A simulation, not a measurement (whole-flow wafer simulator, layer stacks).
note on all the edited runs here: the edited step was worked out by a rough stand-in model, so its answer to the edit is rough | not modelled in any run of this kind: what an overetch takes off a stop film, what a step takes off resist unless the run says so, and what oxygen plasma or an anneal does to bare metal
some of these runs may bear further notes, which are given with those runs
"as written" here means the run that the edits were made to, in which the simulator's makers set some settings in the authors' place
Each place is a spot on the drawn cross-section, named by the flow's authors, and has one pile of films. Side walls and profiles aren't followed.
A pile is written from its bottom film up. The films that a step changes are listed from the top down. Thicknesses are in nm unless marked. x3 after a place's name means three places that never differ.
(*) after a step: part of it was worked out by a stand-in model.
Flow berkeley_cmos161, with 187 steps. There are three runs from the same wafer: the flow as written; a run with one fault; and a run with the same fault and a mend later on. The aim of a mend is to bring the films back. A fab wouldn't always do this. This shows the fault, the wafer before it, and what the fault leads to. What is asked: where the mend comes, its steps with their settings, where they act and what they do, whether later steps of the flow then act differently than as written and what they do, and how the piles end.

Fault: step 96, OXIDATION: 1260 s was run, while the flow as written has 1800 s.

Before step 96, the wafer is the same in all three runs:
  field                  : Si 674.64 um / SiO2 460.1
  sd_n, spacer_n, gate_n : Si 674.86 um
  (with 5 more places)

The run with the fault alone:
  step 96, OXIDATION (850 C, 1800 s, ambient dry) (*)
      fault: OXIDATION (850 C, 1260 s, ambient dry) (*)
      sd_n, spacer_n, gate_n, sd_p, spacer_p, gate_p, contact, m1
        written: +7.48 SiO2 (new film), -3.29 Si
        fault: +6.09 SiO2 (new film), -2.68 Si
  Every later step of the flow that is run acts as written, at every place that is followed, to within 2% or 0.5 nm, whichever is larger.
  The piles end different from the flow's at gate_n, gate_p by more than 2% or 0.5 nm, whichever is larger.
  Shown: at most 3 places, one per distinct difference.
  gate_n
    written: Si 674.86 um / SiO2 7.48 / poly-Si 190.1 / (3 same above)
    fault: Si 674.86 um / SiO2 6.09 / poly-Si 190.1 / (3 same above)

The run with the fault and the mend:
  The mend follows step 96.
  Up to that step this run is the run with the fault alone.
  step 96a, OXIDATION (850 C, 540 s, ambient dry) (*) (the flow's step 96, run once more with other settings)
      sd_n, spacer_n, gate_n, sd_p, spacer_p, gate_p, contact, m1
        +1.39 SiO2, -0.61 Si
      field
        +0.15 SiO2, -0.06 Si
  Every later step of the flow that is run acts as written at every place that is followed.
  At every place that both follow, the piles at the end match the flow's.
